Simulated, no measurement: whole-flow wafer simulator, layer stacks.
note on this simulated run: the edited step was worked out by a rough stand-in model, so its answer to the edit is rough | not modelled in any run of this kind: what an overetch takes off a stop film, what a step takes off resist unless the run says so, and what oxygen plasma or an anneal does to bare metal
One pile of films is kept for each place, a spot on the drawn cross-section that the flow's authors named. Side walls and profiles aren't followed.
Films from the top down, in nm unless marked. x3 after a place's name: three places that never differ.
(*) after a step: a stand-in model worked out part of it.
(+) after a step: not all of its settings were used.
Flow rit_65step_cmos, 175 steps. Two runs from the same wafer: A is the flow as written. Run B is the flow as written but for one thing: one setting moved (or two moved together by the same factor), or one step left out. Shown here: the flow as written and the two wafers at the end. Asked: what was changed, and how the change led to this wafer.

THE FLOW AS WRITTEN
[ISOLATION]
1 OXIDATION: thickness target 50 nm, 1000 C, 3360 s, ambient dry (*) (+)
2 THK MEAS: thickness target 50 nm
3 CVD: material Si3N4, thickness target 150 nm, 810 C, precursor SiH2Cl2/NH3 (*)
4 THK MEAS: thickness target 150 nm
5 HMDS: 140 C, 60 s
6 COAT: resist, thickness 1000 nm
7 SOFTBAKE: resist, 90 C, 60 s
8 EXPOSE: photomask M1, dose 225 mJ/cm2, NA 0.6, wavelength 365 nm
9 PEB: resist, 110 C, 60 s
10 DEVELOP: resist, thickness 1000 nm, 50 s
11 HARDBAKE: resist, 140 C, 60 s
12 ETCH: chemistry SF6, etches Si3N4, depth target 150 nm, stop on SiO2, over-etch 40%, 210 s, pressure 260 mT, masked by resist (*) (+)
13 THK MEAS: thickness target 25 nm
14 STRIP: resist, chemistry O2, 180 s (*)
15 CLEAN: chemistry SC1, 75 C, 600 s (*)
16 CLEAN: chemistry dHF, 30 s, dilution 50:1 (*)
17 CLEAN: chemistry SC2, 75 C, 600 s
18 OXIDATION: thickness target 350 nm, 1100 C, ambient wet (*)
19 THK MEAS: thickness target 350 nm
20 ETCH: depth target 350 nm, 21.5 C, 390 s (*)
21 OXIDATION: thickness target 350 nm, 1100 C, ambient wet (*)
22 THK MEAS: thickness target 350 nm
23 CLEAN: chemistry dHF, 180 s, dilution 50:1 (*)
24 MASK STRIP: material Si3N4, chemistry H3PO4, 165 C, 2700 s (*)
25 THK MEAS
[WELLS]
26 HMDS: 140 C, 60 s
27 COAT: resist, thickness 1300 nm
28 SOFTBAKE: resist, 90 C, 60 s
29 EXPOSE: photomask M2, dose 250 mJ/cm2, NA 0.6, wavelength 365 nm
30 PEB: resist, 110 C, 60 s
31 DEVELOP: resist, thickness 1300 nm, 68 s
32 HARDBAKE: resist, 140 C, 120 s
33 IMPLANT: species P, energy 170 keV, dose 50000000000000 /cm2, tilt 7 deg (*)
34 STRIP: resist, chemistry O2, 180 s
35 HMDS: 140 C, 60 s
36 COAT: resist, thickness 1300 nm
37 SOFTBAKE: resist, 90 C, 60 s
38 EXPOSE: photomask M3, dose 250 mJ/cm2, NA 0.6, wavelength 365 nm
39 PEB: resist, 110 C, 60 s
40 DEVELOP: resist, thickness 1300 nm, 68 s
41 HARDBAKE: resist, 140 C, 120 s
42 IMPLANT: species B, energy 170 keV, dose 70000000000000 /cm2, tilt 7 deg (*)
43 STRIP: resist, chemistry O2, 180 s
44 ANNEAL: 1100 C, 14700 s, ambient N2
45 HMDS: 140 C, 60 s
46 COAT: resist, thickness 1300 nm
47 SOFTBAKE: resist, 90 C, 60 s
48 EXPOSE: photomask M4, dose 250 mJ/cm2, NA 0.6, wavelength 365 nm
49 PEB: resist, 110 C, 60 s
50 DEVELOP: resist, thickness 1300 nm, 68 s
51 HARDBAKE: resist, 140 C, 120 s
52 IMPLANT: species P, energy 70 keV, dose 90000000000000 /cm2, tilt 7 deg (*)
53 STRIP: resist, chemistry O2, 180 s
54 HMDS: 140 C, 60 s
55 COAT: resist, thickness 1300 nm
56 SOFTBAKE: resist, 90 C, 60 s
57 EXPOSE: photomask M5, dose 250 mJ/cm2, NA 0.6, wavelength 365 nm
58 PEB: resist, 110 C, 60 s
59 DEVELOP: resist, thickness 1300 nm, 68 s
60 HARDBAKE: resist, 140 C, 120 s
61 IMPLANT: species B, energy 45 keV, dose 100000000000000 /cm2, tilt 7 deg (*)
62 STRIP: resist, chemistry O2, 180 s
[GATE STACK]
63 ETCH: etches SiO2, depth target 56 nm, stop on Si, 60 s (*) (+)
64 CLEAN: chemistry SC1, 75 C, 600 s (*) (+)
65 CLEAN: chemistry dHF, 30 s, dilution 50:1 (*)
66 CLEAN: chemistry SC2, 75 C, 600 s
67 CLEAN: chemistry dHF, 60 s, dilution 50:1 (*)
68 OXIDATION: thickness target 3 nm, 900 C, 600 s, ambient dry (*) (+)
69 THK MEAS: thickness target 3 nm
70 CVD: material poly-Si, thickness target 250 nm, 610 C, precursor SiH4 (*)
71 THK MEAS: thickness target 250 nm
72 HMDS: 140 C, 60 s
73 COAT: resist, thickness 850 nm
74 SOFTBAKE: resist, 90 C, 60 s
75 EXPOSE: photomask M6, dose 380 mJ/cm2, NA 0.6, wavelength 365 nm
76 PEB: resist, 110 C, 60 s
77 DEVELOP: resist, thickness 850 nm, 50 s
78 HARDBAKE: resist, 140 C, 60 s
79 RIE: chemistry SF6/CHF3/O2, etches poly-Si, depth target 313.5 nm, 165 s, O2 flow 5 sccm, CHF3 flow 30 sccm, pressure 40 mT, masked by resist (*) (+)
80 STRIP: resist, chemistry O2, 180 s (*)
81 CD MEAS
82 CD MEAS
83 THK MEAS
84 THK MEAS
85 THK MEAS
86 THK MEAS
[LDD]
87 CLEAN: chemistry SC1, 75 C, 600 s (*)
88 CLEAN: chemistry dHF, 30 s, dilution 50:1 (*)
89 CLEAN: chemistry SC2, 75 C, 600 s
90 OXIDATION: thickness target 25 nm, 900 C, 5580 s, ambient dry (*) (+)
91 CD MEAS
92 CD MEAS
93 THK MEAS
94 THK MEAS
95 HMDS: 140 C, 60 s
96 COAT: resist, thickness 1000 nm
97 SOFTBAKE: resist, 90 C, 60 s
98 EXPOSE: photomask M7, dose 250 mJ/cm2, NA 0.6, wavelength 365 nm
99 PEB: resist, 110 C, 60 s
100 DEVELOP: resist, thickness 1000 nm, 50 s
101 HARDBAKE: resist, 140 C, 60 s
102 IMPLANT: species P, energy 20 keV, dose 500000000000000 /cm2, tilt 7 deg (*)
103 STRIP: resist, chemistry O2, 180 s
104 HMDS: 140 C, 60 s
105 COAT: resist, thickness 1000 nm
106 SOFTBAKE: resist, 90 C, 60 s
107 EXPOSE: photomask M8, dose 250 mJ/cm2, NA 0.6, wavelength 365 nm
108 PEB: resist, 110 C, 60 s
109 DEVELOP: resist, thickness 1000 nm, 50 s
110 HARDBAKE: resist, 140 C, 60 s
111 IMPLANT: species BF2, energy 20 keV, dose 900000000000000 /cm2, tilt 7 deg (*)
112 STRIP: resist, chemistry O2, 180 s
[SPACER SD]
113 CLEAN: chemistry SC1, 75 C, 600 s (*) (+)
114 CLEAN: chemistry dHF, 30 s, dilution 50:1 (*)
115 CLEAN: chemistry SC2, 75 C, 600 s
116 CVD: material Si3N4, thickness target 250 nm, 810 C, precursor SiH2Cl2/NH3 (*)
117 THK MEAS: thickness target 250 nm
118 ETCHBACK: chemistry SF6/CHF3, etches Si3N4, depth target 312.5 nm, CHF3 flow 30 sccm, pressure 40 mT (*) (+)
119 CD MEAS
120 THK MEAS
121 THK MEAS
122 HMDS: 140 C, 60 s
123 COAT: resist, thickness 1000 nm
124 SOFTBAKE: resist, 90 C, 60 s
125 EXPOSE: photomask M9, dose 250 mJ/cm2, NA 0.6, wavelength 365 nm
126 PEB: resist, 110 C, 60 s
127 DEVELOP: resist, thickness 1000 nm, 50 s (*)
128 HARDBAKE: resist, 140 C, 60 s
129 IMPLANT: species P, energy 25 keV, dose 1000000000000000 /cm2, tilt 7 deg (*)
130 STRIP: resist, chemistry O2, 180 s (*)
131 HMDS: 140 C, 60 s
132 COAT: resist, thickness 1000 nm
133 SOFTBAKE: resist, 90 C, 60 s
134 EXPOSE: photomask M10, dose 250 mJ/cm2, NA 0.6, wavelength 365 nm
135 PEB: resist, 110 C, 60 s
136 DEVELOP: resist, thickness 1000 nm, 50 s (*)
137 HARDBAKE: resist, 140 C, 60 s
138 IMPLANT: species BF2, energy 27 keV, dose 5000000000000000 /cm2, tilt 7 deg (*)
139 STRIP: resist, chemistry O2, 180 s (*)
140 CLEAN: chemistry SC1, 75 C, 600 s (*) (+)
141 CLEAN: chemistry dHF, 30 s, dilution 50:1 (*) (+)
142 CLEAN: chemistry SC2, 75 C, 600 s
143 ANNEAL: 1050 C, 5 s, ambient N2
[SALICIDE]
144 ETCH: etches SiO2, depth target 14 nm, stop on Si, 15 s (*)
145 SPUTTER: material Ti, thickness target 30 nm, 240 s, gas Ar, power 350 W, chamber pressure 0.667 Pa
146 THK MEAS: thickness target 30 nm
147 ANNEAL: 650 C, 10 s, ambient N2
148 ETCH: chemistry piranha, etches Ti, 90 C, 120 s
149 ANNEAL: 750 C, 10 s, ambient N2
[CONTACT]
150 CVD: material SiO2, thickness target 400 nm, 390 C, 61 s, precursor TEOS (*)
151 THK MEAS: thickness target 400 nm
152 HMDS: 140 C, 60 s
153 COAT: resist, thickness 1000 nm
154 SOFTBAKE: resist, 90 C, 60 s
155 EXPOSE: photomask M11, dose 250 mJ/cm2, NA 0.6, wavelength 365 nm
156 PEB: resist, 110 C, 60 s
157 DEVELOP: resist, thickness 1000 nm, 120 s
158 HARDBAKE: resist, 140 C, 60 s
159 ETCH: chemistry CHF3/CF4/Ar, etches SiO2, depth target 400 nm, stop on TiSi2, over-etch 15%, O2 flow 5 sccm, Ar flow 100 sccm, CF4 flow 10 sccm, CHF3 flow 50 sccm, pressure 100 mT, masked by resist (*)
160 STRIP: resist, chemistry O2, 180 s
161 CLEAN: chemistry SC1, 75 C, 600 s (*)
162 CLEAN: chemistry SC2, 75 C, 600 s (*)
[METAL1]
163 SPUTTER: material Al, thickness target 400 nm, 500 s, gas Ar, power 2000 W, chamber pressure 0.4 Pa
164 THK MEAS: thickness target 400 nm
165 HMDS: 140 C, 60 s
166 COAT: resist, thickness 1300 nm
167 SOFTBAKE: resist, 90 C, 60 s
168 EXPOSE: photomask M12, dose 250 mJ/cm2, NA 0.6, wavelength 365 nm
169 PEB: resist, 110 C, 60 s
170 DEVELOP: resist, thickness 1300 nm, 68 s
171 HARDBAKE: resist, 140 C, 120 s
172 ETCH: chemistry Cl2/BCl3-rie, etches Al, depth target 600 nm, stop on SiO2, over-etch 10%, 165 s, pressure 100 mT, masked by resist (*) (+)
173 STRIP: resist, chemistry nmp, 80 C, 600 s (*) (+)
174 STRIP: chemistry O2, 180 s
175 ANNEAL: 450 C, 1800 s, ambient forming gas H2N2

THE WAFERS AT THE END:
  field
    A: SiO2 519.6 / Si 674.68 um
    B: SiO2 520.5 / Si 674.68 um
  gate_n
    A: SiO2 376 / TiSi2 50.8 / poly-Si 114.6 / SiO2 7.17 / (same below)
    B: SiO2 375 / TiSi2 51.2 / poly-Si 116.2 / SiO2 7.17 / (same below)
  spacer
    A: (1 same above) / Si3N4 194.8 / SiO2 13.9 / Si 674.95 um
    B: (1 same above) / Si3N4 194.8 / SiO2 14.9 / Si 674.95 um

The cause: step 102, IMPLANT: dose 325000000000000 /cm2 was run, where the flow has dose 500000000000000 /cm2.

How the change led to this, step by step:
  114 CLEAN: chemistry dHF, 30 s, dilution 50:1 (*)
      field, active_n, gate_n, spacer, sd_n, contact, m1: A SiO2 -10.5 | B SiO2 -9.59
  118 ETCHBACK: chemistry SF6/CHF3, etches Si3N4, depth target 312.5 nm, CHF3 flow 30 sccm, pressure 40 mT (*) (+)
      gate_n: A Si3N4 -250 (all of it), SiO2 -16.3 (all of it), poly-Si -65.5 | B Si3N4 -250 (all of it), SiO2 -17.2 (all of it), poly-Si -63.6
